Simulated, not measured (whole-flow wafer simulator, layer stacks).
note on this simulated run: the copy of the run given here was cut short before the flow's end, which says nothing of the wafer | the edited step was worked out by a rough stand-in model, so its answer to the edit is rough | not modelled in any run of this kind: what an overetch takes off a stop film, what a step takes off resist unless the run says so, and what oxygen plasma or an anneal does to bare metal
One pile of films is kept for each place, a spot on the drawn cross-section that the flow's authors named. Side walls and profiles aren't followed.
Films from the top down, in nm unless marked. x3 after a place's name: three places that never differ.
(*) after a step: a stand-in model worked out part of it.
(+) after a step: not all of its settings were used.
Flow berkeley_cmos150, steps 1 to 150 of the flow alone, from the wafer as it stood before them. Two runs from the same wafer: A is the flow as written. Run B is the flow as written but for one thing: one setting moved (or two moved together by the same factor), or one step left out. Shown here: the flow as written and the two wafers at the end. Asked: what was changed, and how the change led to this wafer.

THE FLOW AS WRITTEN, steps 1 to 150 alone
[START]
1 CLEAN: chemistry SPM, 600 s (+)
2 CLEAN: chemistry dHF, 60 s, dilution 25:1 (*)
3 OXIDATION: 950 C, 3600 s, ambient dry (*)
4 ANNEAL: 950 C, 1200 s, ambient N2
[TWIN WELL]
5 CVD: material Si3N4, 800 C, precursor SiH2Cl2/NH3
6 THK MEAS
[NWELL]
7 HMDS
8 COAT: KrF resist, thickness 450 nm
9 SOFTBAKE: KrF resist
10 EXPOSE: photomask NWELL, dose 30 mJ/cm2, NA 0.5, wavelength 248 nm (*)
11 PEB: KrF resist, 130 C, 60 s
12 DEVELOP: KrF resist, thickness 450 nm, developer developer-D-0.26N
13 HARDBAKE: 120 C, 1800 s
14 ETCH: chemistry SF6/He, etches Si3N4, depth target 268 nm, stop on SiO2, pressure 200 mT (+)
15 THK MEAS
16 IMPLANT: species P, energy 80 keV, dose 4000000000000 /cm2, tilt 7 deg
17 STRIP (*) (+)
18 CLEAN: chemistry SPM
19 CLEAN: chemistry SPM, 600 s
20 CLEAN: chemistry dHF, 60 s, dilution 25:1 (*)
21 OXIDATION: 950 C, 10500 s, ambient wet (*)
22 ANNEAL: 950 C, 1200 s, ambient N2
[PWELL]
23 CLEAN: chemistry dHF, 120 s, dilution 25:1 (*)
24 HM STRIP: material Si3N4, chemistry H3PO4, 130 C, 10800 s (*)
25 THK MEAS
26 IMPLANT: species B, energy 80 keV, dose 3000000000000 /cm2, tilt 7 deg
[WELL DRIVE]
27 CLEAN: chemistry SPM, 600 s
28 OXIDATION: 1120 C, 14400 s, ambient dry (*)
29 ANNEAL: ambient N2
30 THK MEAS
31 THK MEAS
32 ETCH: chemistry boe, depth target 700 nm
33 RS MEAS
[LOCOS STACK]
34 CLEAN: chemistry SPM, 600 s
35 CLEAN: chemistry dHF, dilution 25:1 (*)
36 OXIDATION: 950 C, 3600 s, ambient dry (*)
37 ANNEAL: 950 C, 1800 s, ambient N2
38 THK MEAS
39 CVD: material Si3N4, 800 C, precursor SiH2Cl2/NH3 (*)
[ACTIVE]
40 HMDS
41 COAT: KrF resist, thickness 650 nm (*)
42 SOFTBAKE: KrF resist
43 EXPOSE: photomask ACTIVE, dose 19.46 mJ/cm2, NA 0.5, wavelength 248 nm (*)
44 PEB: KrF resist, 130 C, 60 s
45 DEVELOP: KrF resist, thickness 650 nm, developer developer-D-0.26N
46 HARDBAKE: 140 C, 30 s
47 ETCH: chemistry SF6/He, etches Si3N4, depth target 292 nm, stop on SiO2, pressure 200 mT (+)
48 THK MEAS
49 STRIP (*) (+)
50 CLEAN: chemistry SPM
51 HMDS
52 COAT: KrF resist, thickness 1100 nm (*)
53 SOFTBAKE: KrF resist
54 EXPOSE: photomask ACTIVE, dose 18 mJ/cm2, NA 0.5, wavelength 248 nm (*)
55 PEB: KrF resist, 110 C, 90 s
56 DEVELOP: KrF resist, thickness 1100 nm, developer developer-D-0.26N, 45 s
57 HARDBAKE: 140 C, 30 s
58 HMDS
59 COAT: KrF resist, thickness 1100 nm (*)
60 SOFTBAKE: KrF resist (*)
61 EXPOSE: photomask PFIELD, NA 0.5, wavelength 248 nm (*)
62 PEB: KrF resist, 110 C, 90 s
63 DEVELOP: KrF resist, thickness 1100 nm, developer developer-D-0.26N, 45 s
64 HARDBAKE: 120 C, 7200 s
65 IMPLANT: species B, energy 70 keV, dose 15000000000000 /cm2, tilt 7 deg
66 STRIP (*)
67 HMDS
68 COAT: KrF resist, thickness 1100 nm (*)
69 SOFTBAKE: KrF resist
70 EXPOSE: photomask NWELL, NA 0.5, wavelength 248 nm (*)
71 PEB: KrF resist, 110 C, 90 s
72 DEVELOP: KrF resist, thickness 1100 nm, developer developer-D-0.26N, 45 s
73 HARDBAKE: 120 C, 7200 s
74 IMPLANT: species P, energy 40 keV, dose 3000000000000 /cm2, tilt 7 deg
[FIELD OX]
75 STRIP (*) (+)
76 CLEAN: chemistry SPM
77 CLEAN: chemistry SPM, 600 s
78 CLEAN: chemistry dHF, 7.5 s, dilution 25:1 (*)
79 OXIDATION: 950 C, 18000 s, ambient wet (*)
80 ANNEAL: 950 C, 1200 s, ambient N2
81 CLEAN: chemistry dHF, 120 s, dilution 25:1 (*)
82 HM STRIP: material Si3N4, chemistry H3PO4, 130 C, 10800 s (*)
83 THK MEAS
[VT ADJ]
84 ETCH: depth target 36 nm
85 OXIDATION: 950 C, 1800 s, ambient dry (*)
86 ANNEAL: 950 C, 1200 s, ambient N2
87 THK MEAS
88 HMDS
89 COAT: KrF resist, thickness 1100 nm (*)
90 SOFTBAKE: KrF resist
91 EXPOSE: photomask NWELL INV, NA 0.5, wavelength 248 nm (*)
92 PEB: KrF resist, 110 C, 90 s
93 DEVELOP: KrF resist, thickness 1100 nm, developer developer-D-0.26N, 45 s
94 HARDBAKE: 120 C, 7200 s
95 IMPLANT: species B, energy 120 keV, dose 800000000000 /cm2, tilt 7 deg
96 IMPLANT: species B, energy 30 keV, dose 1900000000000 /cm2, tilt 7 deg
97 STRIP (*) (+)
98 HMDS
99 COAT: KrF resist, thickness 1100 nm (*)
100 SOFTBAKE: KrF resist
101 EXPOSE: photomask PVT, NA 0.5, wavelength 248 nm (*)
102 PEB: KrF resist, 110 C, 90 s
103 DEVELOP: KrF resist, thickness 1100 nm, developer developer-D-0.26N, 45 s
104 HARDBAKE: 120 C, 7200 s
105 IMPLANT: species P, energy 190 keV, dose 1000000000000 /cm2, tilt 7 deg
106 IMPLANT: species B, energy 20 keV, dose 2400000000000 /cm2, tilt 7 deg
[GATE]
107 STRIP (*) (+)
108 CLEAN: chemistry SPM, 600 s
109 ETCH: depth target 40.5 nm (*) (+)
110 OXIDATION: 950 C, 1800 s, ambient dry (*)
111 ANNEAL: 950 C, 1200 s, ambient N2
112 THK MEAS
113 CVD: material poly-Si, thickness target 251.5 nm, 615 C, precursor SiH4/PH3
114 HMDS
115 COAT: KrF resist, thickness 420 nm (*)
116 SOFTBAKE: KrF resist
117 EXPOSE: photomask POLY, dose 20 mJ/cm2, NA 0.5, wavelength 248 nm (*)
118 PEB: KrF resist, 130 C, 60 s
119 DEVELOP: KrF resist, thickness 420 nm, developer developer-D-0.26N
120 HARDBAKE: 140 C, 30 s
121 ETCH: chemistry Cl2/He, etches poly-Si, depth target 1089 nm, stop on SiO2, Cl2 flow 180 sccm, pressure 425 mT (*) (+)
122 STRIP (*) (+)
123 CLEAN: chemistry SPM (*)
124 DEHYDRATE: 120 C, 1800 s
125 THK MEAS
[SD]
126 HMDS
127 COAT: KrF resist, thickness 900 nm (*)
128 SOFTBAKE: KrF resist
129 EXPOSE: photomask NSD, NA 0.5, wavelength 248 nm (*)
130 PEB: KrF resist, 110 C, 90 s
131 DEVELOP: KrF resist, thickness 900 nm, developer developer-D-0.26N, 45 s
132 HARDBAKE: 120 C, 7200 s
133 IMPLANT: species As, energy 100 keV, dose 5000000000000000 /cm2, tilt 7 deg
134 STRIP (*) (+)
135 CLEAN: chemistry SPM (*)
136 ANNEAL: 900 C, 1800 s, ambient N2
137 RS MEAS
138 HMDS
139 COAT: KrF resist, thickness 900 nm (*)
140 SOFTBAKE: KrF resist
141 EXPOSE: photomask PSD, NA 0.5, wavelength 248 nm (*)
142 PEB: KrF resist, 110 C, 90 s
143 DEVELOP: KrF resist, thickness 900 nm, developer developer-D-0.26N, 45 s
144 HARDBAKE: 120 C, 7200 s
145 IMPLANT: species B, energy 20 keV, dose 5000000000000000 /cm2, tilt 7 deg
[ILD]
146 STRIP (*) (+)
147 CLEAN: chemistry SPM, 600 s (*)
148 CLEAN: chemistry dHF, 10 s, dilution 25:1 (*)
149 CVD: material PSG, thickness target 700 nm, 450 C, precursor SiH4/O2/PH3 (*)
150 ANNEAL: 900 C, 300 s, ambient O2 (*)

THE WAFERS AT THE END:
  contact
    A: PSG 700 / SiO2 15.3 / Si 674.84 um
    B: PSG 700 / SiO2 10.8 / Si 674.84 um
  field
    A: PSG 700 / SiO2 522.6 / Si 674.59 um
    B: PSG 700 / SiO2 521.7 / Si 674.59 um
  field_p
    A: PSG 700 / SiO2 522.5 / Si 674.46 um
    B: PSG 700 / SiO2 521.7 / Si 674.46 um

The cause: step 110, OXIDATION: 1197 s was run, where the flow has 1800 s.

How the change led to this, step by step:
  110 OXIDATION: 950 C, 1800 s, ambient dry (*)
      sd_n, gate_n, sd_p, gate_p, contact, m1: A SiO2 +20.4 (new film), Si -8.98 | B SiO2 +15.9 (new film), Si -7
      field, field_p: A SiO2 +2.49, Si -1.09 | B SiO2 +1.66, Si -0.73
